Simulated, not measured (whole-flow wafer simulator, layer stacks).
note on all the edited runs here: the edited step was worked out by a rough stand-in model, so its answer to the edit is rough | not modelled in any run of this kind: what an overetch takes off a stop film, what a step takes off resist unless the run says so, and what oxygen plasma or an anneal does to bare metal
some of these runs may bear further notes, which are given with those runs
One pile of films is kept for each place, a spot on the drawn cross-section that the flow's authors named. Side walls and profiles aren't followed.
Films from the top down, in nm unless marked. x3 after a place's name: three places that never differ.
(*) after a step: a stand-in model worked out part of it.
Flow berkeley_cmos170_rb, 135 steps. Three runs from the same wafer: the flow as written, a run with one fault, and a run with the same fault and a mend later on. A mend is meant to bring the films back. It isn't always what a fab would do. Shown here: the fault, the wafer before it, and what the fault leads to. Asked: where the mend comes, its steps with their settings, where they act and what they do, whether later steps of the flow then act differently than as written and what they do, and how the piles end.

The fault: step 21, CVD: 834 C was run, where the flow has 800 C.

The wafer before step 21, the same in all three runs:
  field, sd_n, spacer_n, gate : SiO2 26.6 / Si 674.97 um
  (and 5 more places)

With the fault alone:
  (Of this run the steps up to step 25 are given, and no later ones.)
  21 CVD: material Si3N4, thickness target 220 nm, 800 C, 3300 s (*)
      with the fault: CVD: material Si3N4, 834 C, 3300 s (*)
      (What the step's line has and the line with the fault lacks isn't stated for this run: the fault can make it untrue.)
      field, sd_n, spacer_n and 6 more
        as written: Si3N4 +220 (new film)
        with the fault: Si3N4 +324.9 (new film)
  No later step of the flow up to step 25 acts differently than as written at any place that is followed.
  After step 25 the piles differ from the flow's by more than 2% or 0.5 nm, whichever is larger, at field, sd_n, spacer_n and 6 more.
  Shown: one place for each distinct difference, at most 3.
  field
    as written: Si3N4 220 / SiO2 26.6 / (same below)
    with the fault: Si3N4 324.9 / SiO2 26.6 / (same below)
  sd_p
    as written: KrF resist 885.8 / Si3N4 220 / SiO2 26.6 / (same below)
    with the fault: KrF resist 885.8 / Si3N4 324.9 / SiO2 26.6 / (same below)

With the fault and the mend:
  The mend comes after step 21.
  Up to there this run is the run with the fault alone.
  21a ETCH: chemistry h3po4, depth target 104.9 nm (the flow's step 16 once more, with other settings)
      field, sd_n, spacer_n and 6 more
        Si3N4 -104.9
  No later step of the flow acts differently than as written at any place that is followed.
  At the end the piles are the same as the flow's at every place that both follow.
